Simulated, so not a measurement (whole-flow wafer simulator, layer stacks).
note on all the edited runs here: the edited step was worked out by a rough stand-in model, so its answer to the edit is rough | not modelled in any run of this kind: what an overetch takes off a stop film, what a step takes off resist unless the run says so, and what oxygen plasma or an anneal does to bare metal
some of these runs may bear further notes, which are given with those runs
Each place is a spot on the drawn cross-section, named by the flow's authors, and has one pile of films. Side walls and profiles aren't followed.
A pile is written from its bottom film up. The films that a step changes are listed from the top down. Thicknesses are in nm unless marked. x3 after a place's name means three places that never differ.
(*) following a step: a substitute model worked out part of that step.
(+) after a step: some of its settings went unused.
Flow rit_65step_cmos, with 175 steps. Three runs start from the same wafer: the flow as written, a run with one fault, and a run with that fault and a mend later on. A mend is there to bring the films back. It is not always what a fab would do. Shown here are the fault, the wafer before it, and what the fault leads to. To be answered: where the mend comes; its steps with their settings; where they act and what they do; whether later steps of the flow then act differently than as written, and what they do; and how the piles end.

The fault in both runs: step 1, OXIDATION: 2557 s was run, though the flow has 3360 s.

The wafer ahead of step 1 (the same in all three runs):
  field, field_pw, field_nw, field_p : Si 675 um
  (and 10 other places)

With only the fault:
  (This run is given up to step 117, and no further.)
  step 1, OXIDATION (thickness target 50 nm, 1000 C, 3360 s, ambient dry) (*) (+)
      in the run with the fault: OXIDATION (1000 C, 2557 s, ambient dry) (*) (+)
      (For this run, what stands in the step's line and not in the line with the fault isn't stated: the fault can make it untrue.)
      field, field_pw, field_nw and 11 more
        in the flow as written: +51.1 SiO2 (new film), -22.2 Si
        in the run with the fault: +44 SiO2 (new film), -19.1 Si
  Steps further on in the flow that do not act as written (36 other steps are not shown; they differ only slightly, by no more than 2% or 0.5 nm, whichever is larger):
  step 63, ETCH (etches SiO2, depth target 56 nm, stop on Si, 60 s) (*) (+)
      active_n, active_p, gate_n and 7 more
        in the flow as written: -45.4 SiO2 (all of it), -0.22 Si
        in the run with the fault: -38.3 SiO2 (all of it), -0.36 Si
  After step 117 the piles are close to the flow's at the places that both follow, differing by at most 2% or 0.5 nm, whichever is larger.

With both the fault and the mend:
  After step 2 comes the mend.
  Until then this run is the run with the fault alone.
  step 2a, ETCH (depth target 50 nm, 21.5 C, 56 s)
      field, field_pw, field_nw and 11 more
        -44 SiO2 (all of it)
  step 2b, CLEAN (chemistry SC2, 75 C, 600 s)
      field, field_pw, field_nw and 11 more
        +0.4 chemical SiO2 (new film), -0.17 Si
  step 2c, OXIDATION (1000 C, 3360 s, ambient dry) (*) (the flow's step 1 again, with other settings)
      field, field_pw, field_nw and 11 more
        +51 SiO2 (new film), -0.4 chemical SiO2 (all of it), -22.3 Si
  Steps further on in the flow that do not act as written (18 other steps are not shown; they differ only slightly, by no more than 2% or 0.5 nm, whichever is larger):
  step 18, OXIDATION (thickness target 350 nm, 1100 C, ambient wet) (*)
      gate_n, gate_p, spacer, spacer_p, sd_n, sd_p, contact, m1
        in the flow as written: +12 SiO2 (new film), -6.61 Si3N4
        in the run with the mend: +12 SiO2 (new film), -6.61 Si3N4, +0.03 SiO2
  At the end the piles are close to the flow's at the places that both follow, differing by at most 2% or 0.5 nm, whichever is larger.
